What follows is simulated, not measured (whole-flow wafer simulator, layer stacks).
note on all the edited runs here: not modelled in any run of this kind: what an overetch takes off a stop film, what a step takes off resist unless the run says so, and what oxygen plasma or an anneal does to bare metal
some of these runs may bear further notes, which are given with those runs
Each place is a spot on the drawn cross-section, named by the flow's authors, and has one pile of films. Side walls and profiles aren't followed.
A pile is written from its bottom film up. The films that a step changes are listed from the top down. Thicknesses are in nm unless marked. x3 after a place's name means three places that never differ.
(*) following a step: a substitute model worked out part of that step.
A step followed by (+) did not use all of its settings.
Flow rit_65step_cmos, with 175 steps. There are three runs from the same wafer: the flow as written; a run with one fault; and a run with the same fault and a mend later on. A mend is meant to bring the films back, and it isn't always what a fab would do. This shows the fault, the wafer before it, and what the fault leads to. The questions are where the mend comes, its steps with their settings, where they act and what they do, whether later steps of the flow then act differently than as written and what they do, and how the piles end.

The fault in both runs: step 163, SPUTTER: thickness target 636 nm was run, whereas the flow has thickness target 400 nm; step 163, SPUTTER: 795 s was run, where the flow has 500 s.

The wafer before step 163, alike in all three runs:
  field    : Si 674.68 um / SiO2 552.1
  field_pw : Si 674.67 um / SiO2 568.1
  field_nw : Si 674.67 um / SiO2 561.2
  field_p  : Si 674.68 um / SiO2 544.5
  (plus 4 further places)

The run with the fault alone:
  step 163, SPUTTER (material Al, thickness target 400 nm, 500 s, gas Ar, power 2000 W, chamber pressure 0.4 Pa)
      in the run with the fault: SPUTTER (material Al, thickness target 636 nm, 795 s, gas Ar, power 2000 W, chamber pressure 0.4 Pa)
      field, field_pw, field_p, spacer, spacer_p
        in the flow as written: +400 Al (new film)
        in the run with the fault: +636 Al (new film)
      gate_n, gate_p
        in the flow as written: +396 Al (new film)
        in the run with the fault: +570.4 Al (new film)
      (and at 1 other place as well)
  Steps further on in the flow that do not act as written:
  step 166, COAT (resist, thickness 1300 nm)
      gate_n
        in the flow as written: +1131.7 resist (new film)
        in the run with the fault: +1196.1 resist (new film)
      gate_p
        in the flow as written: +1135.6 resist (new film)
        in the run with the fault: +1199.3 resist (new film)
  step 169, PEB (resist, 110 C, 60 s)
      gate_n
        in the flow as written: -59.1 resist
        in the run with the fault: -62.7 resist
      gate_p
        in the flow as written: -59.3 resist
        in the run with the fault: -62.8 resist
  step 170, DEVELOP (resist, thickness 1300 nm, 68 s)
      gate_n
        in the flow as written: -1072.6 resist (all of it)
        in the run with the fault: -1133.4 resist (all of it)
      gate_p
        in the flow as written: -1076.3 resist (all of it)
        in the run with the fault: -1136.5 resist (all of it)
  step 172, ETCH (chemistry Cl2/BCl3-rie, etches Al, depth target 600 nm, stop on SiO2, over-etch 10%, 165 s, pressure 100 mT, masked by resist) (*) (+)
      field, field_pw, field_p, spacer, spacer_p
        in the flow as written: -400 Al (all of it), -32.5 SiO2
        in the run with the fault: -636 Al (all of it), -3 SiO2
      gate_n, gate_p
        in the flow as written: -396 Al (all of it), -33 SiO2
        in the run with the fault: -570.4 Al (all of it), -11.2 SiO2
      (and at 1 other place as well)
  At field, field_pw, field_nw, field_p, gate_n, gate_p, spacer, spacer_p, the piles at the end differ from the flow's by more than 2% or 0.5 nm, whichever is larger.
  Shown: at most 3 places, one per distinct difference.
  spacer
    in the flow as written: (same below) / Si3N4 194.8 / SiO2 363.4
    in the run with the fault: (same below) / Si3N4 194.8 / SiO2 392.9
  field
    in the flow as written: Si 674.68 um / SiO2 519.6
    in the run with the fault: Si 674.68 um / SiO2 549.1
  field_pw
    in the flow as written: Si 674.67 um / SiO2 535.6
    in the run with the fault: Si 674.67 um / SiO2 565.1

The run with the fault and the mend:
  The mend stands after step 164.
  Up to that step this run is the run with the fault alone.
  step 164a, ETCH (chemistry al pan, depth target 720.4 nm)
      field, field_pw, field_nw, field_p, spacer, spacer_p
        -636 Al (all of it)
      gate_n, gate_p
        -570.4 Al (all of it)
  step 164b, SPUTTER (material Al, thickness target 400 nm, 500 s, gas Ar, power 2000 W, chamber pressure 0.4 Pa) (the flow's step 163, run once more)
      field, field_pw, field_p, spacer, spacer_p
        +400 Al (new film)
      gate_n, gate_p
        +396 Al (new film)
      field_nw
        +397.2 Al (new film)
  None of the later steps of the flow acts differently than as written at any place that is followed.
  By the end, the piles equal the flow's at every place that both follow.
